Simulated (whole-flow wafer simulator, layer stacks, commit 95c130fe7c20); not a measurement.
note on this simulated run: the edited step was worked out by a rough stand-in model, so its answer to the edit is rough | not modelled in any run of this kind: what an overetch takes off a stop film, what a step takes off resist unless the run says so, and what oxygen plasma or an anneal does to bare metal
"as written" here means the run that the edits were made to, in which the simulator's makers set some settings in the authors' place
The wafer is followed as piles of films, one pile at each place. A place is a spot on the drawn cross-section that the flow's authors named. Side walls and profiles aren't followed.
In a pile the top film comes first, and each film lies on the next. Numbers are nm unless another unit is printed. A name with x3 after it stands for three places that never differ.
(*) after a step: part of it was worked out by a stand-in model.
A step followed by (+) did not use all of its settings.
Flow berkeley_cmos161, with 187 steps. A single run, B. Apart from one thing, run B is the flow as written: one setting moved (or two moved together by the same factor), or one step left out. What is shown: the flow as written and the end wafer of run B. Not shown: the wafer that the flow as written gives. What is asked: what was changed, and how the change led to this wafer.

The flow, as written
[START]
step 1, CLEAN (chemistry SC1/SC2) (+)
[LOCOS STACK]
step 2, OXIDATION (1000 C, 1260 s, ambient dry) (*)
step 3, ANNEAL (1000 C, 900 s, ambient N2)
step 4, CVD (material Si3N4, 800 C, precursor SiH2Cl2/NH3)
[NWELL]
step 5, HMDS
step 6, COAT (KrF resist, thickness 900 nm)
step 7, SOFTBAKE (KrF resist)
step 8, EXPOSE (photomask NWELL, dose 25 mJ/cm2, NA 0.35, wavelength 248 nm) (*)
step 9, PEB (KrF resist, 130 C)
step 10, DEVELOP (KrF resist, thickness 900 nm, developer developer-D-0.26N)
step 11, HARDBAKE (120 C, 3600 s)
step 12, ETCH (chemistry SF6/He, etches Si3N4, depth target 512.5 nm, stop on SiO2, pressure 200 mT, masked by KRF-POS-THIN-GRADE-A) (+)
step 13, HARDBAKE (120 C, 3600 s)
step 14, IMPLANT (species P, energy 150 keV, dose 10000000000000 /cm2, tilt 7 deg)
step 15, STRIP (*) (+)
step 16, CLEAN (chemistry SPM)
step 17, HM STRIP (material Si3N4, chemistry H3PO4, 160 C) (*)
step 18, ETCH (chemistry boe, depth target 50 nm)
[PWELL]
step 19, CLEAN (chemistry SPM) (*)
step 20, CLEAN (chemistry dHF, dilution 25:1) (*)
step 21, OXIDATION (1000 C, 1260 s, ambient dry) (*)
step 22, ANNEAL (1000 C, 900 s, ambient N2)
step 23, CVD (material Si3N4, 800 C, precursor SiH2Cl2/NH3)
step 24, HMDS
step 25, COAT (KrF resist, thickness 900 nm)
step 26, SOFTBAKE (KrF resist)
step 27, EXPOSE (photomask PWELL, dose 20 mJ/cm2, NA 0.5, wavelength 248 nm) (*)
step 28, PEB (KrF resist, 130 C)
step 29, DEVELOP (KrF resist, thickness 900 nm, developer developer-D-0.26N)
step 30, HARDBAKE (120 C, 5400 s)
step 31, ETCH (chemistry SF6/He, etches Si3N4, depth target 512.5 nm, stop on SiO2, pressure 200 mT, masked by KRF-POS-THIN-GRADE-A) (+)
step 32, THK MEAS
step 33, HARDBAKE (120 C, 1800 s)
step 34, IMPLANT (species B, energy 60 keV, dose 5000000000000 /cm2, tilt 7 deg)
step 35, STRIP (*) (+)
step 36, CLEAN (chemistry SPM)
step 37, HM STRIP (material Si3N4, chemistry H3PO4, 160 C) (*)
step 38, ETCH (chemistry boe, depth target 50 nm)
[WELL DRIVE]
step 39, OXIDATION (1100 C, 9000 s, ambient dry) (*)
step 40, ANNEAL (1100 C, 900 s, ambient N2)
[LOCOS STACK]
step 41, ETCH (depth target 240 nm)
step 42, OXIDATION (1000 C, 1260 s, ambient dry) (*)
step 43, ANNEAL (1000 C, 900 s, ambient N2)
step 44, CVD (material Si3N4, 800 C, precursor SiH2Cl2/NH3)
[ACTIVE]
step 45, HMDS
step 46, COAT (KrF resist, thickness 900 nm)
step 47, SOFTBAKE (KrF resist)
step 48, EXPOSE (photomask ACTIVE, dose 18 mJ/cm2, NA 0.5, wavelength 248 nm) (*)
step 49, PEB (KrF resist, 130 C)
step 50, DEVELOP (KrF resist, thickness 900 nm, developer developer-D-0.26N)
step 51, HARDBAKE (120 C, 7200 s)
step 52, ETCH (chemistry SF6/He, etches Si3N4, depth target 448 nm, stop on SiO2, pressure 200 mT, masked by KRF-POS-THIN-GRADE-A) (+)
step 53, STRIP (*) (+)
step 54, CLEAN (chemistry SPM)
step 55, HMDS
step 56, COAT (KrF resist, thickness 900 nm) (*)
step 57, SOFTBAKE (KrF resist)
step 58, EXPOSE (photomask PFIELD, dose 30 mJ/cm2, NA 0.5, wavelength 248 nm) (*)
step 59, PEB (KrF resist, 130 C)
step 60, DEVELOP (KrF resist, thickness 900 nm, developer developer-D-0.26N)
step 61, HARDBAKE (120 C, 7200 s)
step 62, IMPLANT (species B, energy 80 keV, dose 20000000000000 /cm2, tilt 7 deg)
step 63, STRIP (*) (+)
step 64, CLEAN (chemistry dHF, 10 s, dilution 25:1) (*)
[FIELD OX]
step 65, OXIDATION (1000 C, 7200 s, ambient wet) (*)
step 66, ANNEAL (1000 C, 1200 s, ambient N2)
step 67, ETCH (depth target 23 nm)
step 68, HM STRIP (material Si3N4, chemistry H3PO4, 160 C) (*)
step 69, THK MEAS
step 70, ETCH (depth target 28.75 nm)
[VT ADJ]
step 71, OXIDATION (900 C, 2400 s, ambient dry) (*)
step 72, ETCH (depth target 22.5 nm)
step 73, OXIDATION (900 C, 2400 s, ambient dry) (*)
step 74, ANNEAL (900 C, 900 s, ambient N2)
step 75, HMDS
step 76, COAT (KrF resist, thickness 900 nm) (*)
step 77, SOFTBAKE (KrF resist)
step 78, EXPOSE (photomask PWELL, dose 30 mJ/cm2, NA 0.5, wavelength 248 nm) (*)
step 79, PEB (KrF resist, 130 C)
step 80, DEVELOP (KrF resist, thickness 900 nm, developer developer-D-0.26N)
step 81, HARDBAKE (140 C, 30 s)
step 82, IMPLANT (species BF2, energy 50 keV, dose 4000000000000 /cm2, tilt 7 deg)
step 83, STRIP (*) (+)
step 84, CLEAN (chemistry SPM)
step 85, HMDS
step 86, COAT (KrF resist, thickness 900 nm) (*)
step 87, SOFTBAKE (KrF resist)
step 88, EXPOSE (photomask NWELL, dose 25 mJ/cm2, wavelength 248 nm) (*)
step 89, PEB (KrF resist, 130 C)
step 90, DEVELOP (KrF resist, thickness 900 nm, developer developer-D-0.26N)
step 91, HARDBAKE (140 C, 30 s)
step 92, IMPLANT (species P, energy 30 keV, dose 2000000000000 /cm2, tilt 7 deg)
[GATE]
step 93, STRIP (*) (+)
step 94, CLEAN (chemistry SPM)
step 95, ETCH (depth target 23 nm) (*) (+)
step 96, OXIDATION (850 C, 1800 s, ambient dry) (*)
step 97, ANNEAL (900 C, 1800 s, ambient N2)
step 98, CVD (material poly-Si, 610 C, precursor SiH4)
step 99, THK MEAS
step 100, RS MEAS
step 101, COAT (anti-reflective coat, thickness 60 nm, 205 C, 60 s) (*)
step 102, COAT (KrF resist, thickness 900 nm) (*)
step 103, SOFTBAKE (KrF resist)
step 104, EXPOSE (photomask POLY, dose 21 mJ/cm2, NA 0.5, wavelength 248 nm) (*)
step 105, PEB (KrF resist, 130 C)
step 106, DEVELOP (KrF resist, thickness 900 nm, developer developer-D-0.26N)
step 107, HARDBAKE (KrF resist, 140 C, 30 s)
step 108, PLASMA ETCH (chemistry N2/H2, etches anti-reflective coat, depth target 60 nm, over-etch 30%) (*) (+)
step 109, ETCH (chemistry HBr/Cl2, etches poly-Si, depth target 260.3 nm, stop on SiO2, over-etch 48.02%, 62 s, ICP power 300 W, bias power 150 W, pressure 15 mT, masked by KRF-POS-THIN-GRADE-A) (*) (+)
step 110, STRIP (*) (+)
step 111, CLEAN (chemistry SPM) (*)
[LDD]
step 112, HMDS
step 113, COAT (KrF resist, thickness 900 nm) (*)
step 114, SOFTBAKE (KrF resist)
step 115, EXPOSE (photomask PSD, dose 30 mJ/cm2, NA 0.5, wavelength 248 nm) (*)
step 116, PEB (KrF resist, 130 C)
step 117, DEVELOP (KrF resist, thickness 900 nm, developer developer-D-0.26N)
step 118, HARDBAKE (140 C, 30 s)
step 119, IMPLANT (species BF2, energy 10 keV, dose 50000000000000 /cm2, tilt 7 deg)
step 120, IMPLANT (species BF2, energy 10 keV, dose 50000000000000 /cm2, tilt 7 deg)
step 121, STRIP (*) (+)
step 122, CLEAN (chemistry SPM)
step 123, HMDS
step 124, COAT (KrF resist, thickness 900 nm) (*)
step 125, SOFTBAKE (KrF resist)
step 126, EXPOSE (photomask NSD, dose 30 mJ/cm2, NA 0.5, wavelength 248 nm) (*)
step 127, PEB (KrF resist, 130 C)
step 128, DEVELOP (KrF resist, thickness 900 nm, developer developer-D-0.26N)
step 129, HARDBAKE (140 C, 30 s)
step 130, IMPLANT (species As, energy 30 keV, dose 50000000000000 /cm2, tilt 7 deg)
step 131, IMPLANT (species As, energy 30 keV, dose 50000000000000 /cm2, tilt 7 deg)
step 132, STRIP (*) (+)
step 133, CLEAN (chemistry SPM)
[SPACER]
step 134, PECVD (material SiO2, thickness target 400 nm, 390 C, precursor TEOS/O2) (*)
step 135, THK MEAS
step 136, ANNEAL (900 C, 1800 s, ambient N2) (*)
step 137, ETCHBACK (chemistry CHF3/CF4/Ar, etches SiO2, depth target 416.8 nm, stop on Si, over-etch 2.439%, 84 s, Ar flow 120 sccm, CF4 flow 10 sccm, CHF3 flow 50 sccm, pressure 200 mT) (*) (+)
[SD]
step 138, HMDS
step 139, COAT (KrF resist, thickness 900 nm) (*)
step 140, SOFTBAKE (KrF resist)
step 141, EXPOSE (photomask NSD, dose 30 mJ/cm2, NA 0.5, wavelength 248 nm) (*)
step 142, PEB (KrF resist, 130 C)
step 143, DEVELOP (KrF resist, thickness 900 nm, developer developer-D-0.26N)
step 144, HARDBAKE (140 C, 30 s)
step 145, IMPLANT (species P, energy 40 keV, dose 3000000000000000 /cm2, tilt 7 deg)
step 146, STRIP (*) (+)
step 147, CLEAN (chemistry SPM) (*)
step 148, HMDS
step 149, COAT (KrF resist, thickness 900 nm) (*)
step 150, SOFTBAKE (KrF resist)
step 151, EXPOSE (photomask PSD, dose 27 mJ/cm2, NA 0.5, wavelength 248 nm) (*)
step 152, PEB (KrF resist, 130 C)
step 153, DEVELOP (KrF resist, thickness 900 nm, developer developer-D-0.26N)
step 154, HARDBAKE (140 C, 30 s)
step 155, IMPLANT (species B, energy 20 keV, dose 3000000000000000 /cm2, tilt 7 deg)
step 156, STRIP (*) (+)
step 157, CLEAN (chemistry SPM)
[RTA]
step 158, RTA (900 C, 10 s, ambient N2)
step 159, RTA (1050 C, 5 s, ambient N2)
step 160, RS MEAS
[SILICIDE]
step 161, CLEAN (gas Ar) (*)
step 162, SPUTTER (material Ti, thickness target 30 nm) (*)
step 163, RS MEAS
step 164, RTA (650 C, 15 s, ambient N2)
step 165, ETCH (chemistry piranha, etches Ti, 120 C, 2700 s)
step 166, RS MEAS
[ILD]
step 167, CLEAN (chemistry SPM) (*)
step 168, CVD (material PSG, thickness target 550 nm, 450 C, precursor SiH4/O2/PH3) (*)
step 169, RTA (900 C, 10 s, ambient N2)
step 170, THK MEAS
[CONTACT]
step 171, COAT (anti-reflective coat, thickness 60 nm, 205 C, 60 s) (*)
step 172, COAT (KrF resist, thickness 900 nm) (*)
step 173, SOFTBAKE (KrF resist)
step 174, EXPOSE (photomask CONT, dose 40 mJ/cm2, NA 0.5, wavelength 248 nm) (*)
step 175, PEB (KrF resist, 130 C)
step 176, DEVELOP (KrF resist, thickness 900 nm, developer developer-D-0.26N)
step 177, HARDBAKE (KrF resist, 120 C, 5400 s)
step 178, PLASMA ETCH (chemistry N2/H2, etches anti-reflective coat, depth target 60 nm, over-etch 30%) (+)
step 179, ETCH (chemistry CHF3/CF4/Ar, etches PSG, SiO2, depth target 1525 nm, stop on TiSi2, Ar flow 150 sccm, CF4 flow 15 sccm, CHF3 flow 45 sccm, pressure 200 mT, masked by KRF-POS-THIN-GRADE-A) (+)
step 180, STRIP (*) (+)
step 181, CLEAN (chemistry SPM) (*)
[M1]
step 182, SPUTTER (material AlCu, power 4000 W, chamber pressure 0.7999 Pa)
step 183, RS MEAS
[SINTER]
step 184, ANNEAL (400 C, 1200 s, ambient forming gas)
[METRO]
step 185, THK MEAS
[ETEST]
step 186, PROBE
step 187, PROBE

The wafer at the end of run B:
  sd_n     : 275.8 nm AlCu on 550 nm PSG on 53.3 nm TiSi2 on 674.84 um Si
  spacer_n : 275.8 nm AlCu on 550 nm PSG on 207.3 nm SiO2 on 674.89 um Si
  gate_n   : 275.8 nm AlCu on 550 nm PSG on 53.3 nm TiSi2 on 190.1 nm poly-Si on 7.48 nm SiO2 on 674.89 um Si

What caused this: step 39, OXIDATION: 1045 C was run, while the flow as written has 1100 C.

Step by step, how the change led to this:
  step 39, OXIDATION (1100 C, 9000 s, ambient dry) (*)
      field, sd_n, spacer_n and 6 more: +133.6 SiO2 (new film), -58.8 Si (as written it would have been: +197.6 SiO2 (new film), -86.9 Si)
  step 41, ETCH (depth target 240 nm)
      field, sd_n, spacer_n and 6 more: -133.6 SiO2 (all of it) (as written it would have been: -197.6 SiO2 (all of it))
